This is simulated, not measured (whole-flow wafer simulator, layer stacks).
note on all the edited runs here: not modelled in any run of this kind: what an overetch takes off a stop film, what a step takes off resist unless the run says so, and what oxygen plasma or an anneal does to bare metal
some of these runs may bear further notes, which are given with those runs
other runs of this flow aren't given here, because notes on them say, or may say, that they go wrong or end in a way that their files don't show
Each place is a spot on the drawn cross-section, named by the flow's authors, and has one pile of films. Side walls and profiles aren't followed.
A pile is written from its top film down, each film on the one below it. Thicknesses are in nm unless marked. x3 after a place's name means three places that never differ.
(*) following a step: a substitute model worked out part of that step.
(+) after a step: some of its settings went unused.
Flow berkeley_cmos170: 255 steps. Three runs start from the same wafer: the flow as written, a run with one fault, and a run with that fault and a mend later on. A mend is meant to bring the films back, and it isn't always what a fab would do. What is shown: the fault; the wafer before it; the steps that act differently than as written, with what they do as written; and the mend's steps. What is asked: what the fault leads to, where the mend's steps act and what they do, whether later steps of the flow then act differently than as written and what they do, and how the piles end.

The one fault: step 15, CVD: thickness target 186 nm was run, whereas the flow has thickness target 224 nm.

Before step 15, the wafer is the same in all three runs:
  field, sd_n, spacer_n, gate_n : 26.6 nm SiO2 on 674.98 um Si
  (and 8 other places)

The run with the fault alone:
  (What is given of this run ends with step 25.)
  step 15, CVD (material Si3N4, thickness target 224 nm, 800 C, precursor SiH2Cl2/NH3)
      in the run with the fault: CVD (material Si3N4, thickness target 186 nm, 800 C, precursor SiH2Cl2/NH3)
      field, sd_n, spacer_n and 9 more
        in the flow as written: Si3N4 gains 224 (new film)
        in the run with the fault: Si3N4 gains 186 (new film)
  Later steps of the flow acting differently than as written:
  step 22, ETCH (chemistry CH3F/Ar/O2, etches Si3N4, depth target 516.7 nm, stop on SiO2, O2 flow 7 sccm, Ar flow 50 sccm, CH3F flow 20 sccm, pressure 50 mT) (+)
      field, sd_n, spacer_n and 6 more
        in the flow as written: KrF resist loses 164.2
        in the run with the fault: KrF resist loses 138.9
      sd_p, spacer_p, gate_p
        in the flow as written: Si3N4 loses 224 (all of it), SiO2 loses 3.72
        in the run with the fault: Si3N4 loses 186 (all of it), SiO2 loses 3.72
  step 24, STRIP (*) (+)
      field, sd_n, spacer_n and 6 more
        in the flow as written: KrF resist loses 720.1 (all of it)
        in the run with the fault: KrF resist loses 745.5 (all of it)
  Once step 25 is done, the piles at field, sd_n, spacer_n and 6 more depart from the flow's by more than 2% or 0.5 nm, whichever is larger.
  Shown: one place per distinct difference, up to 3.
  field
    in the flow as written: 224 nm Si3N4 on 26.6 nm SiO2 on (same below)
    in the run with the fault: 186 nm Si3N4 on 26.6 nm SiO2 on (same below)

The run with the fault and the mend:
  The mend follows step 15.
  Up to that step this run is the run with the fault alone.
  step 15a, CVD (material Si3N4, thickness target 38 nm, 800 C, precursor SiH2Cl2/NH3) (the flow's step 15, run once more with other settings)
      field, sd_n, spacer_n and 9 more
        Si3N4 gains 38
  Every later step of the flow that is run acts as written at every place that is followed.
  By the end, the piles equal the flow's at every place that both follow.
